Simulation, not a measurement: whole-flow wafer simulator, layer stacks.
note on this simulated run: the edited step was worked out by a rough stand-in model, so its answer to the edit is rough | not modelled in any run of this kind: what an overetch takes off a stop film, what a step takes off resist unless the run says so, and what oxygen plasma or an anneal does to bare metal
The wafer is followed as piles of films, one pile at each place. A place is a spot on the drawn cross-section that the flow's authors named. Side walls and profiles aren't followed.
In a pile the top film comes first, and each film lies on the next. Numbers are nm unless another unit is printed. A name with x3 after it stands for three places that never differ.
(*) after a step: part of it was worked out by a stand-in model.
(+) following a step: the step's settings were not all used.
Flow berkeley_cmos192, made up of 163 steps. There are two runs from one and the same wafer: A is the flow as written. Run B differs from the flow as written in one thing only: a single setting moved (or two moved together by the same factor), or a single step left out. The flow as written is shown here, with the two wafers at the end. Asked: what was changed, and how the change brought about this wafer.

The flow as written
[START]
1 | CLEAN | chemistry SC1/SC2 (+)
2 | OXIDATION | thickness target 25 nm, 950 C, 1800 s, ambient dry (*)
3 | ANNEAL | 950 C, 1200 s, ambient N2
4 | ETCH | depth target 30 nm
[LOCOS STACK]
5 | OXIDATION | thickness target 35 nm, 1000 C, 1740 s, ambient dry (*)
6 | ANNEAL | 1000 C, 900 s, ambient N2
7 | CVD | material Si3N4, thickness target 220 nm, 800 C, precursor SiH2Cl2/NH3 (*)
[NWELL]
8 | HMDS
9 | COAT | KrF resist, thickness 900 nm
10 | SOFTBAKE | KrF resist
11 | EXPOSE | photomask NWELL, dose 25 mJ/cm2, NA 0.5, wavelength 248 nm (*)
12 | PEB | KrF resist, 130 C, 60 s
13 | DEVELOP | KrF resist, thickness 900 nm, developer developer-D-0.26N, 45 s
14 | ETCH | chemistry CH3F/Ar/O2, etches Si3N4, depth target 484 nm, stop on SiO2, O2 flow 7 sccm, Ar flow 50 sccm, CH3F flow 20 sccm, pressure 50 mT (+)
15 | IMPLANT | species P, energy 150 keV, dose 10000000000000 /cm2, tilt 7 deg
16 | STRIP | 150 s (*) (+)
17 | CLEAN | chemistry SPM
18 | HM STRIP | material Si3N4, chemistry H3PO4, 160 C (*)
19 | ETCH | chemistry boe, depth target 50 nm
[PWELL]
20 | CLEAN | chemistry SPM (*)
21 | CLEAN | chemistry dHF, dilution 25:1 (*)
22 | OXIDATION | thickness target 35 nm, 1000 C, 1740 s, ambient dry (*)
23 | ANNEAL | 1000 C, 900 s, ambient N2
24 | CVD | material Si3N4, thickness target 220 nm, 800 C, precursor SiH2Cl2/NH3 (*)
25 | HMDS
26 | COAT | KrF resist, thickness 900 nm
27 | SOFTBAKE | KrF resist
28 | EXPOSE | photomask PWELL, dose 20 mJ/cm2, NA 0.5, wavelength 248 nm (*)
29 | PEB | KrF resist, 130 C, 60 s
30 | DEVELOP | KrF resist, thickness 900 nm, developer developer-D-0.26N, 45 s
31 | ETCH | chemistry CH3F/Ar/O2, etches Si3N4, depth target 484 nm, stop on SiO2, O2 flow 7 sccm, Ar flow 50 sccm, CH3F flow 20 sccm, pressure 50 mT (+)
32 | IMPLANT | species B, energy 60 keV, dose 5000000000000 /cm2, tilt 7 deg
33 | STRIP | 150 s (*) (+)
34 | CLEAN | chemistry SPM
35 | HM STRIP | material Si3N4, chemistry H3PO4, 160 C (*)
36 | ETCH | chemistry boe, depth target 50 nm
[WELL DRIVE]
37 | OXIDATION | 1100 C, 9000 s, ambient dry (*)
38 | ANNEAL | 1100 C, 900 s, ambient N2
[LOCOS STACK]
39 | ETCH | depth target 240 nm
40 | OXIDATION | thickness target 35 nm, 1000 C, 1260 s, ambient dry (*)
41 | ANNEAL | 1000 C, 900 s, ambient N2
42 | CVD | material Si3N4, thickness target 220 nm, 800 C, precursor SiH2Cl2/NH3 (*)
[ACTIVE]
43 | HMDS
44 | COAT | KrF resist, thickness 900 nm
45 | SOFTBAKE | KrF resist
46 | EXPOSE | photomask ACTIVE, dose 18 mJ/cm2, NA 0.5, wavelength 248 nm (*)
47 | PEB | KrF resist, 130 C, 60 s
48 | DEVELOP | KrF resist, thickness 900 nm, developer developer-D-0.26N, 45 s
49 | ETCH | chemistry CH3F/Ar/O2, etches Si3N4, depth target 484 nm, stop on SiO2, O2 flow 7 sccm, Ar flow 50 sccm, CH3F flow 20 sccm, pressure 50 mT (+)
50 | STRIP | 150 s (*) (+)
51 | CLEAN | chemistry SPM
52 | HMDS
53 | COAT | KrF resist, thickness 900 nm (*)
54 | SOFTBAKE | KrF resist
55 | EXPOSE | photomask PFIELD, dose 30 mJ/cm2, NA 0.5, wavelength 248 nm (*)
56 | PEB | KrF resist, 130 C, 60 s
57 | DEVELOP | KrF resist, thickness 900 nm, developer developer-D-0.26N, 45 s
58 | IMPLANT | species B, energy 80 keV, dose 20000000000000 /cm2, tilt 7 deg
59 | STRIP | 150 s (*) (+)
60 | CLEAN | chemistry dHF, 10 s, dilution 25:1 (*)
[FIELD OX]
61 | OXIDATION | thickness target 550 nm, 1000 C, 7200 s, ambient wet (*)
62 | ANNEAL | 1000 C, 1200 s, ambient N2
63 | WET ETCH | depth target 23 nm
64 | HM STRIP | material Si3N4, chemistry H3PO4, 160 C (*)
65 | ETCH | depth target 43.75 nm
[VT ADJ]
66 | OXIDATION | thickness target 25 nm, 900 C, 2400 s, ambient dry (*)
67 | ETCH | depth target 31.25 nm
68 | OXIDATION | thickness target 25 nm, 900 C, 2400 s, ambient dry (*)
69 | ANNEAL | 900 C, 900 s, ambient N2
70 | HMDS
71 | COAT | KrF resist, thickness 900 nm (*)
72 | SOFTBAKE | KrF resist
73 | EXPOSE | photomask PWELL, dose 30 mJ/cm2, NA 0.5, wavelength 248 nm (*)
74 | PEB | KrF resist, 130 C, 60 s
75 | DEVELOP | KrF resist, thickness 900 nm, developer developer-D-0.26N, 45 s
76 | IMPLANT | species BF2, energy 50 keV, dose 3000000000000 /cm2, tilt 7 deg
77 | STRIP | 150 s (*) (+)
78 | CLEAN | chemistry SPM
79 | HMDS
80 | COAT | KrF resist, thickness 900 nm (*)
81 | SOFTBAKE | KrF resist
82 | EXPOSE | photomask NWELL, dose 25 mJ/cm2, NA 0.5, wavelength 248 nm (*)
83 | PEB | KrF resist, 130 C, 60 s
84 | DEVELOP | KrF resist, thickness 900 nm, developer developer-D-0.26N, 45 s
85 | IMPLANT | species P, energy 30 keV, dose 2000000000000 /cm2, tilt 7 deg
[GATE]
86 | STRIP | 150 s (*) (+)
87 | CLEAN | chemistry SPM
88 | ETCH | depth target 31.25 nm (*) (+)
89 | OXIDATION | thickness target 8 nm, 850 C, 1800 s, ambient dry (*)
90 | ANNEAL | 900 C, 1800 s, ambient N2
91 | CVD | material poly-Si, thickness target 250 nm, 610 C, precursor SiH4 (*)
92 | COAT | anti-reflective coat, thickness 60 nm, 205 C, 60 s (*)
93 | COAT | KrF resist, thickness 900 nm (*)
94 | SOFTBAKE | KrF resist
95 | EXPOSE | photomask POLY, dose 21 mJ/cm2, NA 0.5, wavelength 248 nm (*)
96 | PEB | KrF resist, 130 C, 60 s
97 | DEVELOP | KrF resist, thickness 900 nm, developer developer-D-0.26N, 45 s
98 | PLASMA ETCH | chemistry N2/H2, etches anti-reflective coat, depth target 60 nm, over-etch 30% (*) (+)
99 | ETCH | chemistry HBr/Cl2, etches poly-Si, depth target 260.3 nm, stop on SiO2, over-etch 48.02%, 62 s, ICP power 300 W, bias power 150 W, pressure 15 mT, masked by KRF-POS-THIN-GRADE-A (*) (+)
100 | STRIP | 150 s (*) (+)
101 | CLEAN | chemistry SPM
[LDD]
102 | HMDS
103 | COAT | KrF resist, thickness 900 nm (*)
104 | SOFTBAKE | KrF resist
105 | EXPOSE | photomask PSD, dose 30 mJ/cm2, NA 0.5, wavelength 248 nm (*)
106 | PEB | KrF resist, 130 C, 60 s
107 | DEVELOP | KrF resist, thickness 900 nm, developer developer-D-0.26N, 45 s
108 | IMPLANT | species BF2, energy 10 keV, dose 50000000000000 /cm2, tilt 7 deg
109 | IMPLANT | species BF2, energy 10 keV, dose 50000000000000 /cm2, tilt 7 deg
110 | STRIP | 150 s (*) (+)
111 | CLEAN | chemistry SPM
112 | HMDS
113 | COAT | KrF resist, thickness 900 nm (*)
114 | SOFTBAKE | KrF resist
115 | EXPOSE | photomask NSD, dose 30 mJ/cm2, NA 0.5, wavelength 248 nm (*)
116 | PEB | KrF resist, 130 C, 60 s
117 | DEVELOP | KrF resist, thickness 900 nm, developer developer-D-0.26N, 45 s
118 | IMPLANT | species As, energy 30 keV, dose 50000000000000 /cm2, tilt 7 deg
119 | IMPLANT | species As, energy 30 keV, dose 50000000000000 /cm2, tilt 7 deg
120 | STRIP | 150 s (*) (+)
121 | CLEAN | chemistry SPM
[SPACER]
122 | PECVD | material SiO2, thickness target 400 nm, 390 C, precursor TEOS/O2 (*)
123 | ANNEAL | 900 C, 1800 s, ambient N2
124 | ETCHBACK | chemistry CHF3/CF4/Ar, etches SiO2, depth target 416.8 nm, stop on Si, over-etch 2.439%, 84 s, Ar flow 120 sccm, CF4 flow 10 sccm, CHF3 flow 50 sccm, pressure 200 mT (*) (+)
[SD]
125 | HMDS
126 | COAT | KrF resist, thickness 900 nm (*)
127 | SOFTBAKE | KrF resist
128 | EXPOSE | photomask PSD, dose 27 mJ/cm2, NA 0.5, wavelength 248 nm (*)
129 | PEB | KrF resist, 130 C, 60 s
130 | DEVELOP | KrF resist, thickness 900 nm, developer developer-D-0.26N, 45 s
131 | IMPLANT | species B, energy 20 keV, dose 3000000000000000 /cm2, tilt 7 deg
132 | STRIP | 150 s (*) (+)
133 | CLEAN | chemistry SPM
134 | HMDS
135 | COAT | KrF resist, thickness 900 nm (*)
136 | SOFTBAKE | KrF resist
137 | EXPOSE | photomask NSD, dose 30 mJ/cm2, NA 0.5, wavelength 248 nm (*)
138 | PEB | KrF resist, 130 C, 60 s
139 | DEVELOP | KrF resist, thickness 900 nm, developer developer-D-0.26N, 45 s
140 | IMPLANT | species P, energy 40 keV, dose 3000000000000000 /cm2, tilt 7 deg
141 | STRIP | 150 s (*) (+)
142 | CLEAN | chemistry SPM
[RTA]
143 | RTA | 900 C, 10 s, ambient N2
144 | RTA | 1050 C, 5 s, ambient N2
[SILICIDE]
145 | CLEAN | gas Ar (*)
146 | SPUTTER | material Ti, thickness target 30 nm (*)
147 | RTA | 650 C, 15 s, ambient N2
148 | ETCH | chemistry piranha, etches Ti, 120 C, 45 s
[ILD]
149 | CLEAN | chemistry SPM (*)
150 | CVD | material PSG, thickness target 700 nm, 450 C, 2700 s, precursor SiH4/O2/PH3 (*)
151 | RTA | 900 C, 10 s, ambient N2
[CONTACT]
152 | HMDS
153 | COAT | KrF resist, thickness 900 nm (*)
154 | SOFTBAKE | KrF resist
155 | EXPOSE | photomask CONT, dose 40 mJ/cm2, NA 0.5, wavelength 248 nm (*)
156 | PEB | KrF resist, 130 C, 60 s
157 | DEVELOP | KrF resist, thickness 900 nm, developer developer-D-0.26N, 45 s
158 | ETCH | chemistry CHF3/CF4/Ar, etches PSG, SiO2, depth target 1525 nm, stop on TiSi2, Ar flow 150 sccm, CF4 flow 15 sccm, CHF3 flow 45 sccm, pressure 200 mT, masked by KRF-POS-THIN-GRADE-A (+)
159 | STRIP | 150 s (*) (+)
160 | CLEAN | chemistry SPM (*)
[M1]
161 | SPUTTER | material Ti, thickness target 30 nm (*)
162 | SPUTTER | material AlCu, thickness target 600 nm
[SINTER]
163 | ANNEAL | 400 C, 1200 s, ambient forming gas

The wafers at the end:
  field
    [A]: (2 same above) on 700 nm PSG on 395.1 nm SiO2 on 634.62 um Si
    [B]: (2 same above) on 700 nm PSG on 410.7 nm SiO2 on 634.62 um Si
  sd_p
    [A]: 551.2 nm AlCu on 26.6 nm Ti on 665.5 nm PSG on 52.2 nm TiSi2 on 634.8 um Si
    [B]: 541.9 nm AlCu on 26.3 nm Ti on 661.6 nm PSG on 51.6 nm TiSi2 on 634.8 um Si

The reason: step 88, ETCH: depth target 15.62 nm was run, though the flow has depth target 31.25 nm.

Step by step, how the change led to this:
  88 | ETCH | depth target 31.25 nm (*) (+)
      field: A SiO2 loses 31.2 | B SiO2 loses 15.6
  92 | COAT | anti-reflective coat, thickness 60 nm, 205 C, 60 s (*)
      sd_n: A anti-reflective coat gains 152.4 (new film) | B anti-reflective coat gains 163.4 (new film)
      spacer_n: A anti-reflective coat gains 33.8 (new film) | B anti-reflective coat gains 30.1 (new film)
      (and at 6 other places as well)
  98 | PLASMA ETCH | chemistry N2/H2, etches anti-reflective coat, depth target 60 nm, over-etch 30% (*) (+)
      sd_n: A anti-reflective coat loses 152.4 (all of it), poly-Si loses 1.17 | B anti-reflective coat loses 163.4 (all of it), poly-Si loses 1.26
      spacer_n: A anti-reflective coat loses 33.8 (all of it), poly-Si loses 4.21 | B anti-reflective coat loses 30.1 (all of it), poly-Si loses 4.68
      (and at 4 other places as well)
  100 | STRIP | 150 s (*) (+)
      gate: A chemical SiO2 gains 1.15 (new film), KrF resist loses 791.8 (all of it), anti-reflective coat loses 30 (all of it), poly-Si loses 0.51 | B chemical SiO2 gains 1.15 (new film), KrF resist loses 805 (all of it), anti-reflective coat loses 26 (all of it), poly-Si loses 0.51
      gate_p: A chemical SiO2 gains 1.15 (new film), KrF resist loses 765.1 (all of it), anti-reflective coat loses 31 (all of it), poly-Si loses 0.51 | B chemical SiO2 gains 1.15 (new film), KrF resist loses 773.7 (all of it), anti-reflective coat loses 28.2 (all of it), poly-Si loses 0.51
  147 | RTA | 650 C, 15 s, ambient N2
      sd_p: A Ti loses 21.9, TiSi first gains 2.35 (new film), TiSi2 C49 gains 52.1 (new film), Si loses 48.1 | B Ti loses 21.6, TiSi first gains 1.72 (new film), TiSi2 C49 gains 52.4 (new film), Si loses 47.9
  151 | RTA | 900 C, 10 s, ambient N2
      sd_p: A under 1 film: TiSi2 gains 52.2 (new film), TiSi first loses 2.25 (all of it), TiSi2 C49 loses 52.1 (all of it), Si loses 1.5 | B under 1 film: TiSi2 gains 51.6 (new film), TiSi first loses 1.62 (all of it), TiSi2 C49 loses 52.4 (all of it), Si loses 1.07
